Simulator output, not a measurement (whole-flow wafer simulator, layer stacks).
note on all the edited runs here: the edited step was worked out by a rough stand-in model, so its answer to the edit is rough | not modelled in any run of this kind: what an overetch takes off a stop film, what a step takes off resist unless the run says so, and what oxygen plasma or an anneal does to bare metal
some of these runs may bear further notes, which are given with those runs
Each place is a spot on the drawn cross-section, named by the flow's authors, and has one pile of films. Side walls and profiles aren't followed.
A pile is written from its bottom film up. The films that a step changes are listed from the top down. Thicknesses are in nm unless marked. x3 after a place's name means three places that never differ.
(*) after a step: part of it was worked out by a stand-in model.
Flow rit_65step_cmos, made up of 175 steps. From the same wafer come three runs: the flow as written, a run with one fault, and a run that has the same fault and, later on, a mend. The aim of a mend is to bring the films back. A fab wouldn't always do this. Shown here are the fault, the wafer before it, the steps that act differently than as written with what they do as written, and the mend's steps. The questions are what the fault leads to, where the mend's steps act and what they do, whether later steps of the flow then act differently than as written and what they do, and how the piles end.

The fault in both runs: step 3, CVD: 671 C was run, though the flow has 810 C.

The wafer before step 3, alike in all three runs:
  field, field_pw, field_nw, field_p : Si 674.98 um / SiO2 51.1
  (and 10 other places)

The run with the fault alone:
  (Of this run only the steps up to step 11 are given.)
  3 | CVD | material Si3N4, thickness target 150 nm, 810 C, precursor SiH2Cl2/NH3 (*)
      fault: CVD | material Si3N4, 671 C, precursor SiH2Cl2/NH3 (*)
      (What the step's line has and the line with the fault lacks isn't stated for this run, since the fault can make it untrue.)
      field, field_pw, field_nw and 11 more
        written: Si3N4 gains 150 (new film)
        fault: Si3N4 gains 11.1 (new film)
  Every later step of the flow up to step 11 that is run acts as written at every place that is followed.
  Once step 11 is done, the piles at field, field_pw, field_nw and 11 more depart from the flow's by more than 2% or 0.5 nm, whichever is larger.
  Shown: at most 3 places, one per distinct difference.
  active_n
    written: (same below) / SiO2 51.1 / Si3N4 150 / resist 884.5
    fault: (same below) / SiO2 51.1 / Si3N4 11.1 / resist 884.5
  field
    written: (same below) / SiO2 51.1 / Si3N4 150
    fault: (same below) / SiO2 51.1 / Si3N4 11.1

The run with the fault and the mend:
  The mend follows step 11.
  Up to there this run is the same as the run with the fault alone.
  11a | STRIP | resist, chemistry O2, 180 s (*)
      active_n, active_p, gate_n and 7 more
        resist loses 884.5 (all of it)
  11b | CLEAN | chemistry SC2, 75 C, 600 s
      leaves every film unchanged at each place that is followed
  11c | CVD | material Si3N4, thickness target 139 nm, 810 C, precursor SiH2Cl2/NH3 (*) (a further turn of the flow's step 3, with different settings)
      field, field_pw, field_nw and 11 more
        Si3N4 gains 139
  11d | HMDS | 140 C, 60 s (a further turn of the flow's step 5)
      leaves every film unchanged at each place that is followed
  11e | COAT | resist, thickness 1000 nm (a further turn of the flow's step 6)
      field, field_pw, field_nw and 11 more
        resist gains 1000 (new film)
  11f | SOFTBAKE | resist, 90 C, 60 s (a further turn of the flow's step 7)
      leaves every film unchanged at each place that is followed
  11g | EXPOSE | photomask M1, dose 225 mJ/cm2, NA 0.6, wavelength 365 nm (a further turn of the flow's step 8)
      leaves every film unchanged at each place that is followed
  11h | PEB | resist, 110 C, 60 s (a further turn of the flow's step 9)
      field, field_pw, field_nw and 11 more
        resist loses 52
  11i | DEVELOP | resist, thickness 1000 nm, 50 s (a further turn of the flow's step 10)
      field, field_pw, field_nw, field_p
        resist loses 948 (all of it)
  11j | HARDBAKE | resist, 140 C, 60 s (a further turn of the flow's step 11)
      active_n, active_p, gate_n and 7 more
        resist loses 63.5
  Every later step of the flow that is run acts as written, at every place that is followed, to within 2% or 0.5 nm, whichever is larger.
  The piles end the same as the flow's at every place that both follow.
